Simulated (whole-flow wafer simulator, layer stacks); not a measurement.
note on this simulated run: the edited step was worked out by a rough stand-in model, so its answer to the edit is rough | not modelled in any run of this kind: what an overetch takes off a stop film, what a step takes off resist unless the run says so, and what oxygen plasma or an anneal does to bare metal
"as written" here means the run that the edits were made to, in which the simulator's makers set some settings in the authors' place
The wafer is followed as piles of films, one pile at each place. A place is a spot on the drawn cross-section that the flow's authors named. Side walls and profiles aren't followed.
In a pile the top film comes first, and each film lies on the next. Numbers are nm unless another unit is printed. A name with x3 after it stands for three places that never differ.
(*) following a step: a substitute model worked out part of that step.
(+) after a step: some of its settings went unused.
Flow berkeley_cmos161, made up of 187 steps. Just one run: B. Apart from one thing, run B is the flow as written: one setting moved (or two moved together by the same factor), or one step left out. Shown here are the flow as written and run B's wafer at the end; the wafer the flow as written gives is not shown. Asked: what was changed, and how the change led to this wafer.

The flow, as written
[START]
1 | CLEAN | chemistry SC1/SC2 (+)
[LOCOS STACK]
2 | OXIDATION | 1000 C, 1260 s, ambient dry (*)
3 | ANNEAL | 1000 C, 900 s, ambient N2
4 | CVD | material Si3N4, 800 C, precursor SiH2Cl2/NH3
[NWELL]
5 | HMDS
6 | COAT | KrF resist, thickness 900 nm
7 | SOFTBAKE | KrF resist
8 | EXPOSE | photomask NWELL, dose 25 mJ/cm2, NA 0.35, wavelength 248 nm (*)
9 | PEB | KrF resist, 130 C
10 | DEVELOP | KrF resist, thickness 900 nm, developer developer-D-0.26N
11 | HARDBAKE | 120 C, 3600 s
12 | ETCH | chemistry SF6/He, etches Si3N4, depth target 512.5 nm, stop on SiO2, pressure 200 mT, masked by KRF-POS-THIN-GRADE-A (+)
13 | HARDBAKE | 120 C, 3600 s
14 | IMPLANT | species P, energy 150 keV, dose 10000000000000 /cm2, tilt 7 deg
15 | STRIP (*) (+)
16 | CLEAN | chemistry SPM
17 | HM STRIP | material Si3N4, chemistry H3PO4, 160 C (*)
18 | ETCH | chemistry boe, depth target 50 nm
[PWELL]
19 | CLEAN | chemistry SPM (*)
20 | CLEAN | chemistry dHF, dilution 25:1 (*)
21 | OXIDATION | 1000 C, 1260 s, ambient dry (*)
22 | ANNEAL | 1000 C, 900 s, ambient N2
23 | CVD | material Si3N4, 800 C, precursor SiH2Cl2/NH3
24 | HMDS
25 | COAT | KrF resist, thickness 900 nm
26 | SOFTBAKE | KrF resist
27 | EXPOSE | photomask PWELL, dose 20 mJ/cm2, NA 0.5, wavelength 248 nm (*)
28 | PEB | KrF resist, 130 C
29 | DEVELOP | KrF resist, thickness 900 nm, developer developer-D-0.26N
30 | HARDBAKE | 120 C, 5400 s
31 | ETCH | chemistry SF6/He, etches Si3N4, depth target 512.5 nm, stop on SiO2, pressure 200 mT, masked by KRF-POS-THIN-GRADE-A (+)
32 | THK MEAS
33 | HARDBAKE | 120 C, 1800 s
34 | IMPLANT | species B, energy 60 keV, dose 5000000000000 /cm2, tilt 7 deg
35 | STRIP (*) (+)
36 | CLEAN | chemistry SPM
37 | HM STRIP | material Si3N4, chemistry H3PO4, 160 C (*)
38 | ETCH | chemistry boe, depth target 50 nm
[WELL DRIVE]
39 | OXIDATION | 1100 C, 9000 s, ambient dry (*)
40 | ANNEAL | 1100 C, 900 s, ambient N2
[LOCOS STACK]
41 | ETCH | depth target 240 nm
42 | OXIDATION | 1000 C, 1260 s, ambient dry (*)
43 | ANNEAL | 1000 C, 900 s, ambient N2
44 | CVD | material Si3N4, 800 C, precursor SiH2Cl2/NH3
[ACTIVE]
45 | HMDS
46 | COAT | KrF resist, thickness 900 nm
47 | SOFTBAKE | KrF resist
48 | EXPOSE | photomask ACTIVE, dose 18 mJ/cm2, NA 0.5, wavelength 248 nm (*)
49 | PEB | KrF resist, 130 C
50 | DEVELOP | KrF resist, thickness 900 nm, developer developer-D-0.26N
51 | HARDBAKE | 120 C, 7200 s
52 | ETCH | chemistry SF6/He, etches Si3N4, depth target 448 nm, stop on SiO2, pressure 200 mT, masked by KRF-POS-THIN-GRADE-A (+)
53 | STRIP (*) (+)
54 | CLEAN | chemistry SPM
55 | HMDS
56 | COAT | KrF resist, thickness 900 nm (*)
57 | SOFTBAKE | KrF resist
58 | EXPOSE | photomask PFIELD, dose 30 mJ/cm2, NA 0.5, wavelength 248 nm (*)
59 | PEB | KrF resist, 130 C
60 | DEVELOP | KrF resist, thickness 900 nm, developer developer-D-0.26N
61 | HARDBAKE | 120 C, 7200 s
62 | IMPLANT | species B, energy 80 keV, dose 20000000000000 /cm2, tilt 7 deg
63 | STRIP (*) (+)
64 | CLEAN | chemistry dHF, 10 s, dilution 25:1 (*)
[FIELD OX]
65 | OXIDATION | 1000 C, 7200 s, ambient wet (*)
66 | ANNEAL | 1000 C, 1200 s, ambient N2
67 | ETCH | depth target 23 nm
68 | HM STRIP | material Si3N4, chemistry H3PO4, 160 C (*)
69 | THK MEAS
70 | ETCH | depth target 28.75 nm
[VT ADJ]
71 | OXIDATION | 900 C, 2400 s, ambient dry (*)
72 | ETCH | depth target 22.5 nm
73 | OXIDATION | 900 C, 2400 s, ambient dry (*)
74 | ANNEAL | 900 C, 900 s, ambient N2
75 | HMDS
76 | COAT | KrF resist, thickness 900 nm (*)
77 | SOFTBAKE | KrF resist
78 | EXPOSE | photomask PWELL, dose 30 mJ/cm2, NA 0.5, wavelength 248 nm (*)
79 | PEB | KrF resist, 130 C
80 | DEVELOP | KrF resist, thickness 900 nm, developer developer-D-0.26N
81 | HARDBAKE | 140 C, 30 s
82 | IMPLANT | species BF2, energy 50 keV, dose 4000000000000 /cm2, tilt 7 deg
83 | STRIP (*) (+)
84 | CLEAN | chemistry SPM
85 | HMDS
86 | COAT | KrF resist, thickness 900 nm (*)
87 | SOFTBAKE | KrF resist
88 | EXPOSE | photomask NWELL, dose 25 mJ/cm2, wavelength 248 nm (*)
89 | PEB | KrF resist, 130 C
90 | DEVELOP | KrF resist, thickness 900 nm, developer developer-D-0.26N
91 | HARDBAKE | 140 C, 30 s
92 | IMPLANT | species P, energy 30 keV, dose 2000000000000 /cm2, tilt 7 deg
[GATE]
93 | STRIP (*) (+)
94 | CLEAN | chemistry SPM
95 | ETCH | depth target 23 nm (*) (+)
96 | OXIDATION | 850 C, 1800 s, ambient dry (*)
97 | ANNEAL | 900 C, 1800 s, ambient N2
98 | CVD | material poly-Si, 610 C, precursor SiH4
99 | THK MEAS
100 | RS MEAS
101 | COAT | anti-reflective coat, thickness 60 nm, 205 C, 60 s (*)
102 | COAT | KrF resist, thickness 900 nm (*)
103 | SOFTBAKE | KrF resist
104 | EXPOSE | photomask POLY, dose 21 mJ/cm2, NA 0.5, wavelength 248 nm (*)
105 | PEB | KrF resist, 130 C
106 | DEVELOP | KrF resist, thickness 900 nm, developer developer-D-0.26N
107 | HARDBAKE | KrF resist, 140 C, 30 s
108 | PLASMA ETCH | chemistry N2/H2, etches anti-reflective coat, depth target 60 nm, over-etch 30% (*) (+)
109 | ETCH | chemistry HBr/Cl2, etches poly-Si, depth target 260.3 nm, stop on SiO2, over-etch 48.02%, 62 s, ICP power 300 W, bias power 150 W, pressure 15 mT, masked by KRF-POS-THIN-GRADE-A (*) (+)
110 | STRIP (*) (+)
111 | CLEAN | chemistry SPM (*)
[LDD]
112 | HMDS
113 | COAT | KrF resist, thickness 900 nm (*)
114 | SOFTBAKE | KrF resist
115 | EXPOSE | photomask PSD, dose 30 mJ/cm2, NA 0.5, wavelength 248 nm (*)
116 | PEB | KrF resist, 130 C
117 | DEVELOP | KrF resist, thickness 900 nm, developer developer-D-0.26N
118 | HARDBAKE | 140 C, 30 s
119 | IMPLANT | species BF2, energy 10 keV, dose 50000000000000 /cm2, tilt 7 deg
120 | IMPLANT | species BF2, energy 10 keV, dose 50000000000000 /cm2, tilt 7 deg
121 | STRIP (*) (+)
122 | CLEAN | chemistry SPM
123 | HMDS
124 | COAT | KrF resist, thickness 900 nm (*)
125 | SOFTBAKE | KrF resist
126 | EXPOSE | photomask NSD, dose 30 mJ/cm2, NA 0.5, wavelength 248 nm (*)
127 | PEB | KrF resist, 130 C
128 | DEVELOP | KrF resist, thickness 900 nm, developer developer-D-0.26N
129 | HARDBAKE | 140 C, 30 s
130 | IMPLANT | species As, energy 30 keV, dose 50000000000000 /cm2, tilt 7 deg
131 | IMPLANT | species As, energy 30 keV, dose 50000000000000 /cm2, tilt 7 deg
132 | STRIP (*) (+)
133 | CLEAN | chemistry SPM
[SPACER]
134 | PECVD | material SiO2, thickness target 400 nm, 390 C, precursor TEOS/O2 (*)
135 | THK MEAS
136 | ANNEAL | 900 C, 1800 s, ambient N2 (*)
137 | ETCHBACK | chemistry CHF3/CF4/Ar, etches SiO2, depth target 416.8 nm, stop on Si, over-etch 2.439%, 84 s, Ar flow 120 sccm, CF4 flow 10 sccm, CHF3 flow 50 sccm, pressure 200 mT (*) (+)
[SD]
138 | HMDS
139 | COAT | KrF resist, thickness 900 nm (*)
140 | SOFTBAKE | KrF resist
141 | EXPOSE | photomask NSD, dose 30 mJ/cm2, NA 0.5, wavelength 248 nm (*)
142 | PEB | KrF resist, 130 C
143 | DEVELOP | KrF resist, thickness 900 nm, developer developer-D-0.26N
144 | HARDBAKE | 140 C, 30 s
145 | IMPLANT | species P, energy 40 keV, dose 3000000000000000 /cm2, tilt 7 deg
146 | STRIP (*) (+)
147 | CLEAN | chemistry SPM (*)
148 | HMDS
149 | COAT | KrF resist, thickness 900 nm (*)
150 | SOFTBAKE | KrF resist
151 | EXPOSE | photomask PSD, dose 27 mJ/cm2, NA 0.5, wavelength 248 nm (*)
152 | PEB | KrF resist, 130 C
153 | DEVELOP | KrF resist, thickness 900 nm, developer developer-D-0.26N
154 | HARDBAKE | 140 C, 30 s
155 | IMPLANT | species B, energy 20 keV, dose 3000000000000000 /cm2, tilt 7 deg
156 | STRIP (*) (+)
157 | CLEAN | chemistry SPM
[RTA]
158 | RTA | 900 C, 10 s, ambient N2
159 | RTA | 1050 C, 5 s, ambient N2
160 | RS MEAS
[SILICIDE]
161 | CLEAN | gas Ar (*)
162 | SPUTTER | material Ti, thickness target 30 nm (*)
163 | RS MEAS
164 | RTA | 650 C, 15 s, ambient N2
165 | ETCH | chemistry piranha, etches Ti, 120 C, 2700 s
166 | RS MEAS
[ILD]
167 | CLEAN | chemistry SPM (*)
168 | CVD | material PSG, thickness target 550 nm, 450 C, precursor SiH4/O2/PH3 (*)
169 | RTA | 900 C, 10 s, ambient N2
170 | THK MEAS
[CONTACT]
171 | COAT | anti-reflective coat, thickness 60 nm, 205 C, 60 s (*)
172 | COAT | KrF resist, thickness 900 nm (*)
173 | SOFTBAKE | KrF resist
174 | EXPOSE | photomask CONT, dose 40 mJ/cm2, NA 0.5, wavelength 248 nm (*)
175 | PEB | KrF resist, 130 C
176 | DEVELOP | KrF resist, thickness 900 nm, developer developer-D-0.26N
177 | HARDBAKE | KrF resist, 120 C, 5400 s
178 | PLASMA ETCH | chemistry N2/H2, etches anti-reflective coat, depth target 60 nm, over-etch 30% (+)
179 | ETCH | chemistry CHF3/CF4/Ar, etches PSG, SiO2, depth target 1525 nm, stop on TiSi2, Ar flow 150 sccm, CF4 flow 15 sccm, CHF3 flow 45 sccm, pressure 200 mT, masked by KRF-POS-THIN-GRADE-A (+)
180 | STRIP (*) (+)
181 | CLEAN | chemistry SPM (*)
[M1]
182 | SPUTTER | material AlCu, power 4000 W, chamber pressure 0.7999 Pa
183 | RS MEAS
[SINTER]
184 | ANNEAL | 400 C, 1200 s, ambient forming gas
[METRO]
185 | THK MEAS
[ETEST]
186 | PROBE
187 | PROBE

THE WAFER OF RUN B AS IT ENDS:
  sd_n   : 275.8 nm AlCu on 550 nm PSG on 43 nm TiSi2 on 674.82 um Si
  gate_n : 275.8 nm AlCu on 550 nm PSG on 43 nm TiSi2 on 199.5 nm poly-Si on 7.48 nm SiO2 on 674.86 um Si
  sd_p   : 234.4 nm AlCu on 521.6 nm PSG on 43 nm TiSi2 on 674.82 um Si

The reason: step 162, SPUTTER: thickness target 24 nm was run, while the flow as written has thickness target 30 nm.

How this came from the change, step by step:
  162 | SPUTTER | material Ti, thickness target 30 nm (*)
      field, sd_n, spacer_n and 6 more: Ti gains 24 (new film) (in the flow as written it would be: Ti gains 30 (new film))
  164 | RTA | 650 C, 15 s, ambient N2
      sd_n, sd_p, contact, m1: Ti loses 18.7, TiSi2 C49 gains 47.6 (new film), Si loses 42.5 (in the flow as written it would be: Ti loses 23.4, TiSi first gains 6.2 (new film), TiSi2 C49 gains 50.3 (new film), Si loses 49)
      gate_n, gate_p: Ti loses 18.7, TiSi2 C49 gains 47.6 (new film), poly-Si loses 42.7 (in the flow as written it would be: Ti loses 23.4, TiSi first gains 6.2 (new film), TiSi2 C49 gains 50.3 (new film), poly-Si loses 49.2)
  165 | ETCH | chemistry piranha, etches Ti, 120 C, 2700 s
      sd_n, gate_n, sd_p, gate_p, contact, m1: Ti loses 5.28 (all of it), TiSi2 C49 loses 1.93 (in the flow as written it would be: Ti loses 6.6 (all of it), TiSi first loses 1.93)
      field, spacer_n, spacer_p: Ti loses 24 (all of it) (in the flow as written it would be: Ti loses 30 (all of it))
  169 | RTA | 900 C, 10 s, ambient N2
      sd_n, sd_p, contact, m1: under 1 film: TiSi2 gains 43 (new film), TiSi2 C49 loses 45.7 (all of it) (in the flow as written it would be: under 1 film: TiSi2 gains 53.3 (new film), TiSi first loses 4.27 (all of it), TiSi2 C49 loses 50.3 (all of it), Si loses 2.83)
      gate_n, gate_p: under 1 film: TiSi2 gains 43 (new film), TiSi2 C49 loses 45.7 (all of it) (in the flow as written it would be: under 1 film: TiSi2 gains 53.3 (new film), TiSi first loses 4.27 (all of it), TiSi2 C49 loses 50.3 (all of it), poly-Si loses 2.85)
